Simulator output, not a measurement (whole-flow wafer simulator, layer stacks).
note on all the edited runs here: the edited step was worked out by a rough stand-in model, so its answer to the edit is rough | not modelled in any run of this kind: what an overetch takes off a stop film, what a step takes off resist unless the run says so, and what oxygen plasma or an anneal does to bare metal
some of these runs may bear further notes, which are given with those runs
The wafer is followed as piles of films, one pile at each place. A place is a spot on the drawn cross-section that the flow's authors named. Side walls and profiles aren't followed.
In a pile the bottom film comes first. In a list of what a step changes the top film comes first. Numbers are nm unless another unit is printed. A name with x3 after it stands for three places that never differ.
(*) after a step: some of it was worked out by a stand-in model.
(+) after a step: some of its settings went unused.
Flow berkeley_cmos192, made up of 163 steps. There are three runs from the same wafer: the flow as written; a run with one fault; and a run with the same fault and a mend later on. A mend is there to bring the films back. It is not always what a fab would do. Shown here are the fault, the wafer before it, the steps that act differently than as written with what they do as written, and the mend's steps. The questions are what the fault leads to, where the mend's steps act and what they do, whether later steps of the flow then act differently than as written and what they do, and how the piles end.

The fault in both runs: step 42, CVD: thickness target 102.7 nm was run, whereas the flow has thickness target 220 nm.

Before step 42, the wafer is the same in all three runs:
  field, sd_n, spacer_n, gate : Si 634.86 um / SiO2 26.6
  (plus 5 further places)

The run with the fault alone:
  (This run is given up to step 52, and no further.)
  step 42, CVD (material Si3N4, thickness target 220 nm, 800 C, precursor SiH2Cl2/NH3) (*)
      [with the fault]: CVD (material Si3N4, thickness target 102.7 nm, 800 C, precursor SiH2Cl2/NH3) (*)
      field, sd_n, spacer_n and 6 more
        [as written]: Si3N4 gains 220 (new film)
        [with the fault]: Si3N4 gains 102.7 (new film)
  Later steps of the flow acting differently than as written:
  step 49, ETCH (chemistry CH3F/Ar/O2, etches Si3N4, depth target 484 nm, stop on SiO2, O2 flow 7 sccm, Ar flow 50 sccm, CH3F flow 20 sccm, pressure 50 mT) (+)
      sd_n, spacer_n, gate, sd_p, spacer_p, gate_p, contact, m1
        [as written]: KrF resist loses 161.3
        [with the fault]: KrF resist loses 83.1
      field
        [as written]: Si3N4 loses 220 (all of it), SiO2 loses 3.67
        [with the fault]: Si3N4 loses 102.7 (all of it), SiO2 loses 3.67
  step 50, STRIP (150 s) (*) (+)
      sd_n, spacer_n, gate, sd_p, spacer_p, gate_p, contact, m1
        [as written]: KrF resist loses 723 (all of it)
        [with the fault]: KrF resist loses 801.2 (all of it)
  After step 52, at sd_n, spacer_n, gate, sd_p, spacer_p, gate_p, contact, m1, the piles differ from the flow's by more than 2% or 0.5 nm, whichever is larger.
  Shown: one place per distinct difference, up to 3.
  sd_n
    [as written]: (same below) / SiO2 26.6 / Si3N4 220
    [with the fault]: (same below) / SiO2 26.6 / Si3N4 102.7

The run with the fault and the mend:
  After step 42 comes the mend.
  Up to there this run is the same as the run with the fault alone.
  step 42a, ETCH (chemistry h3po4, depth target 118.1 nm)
      field, sd_n, spacer_n and 6 more
        Si3N4 loses 102.7 (all of it)
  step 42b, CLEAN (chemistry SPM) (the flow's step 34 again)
      alters no film at any place that is followed
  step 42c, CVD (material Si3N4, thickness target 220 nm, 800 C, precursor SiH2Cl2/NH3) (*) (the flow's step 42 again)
      field, sd_n, spacer_n and 6 more
        Si3N4 gains 220 (new film)
  Every later step of the flow that is run acts as written at every place that is followed.
  At every place that both follow, the piles at the end match the flow's.
